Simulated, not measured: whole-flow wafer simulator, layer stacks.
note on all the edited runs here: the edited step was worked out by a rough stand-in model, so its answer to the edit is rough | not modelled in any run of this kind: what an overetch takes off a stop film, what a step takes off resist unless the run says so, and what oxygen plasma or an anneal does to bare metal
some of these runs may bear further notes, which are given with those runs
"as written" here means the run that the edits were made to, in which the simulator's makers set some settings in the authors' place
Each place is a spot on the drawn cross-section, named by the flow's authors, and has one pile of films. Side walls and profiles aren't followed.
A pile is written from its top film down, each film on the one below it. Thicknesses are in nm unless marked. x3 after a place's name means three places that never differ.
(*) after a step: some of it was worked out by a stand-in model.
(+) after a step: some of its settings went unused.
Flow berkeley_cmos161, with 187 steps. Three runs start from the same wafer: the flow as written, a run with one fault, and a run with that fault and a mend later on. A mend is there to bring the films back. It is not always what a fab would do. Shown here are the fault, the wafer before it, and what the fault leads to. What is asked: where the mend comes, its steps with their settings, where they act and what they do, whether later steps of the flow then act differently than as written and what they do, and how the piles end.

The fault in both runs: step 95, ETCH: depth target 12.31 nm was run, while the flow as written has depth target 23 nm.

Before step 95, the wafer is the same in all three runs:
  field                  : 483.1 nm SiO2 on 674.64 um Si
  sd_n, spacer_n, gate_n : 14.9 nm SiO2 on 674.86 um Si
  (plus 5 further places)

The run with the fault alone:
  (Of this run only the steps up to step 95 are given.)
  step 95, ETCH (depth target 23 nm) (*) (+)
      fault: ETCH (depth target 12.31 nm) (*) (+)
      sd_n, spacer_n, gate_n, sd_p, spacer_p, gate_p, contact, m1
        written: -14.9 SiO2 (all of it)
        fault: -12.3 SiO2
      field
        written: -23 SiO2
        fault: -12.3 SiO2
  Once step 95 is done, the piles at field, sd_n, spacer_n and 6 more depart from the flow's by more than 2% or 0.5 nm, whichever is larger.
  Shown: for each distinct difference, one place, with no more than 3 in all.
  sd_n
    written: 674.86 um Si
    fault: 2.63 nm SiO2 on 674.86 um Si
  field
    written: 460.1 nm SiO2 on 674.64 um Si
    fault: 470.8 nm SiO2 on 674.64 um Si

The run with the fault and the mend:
  The mend stands after step 95.
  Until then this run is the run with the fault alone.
  step 95a, ETCH (depth target 10.69 nm) (*) (+) (a further turn of the flow's step 95, with different settings)
      sd_n, spacer_n, gate_n, sd_p, spacer_p, gate_p, contact, m1
        -2.63 SiO2 (all of it)
      field
        -10.7 SiO2
  Every later step of the flow that is run acts as written at every place that is followed.
  By the end, the piles equal the flow's at every place that both follow.
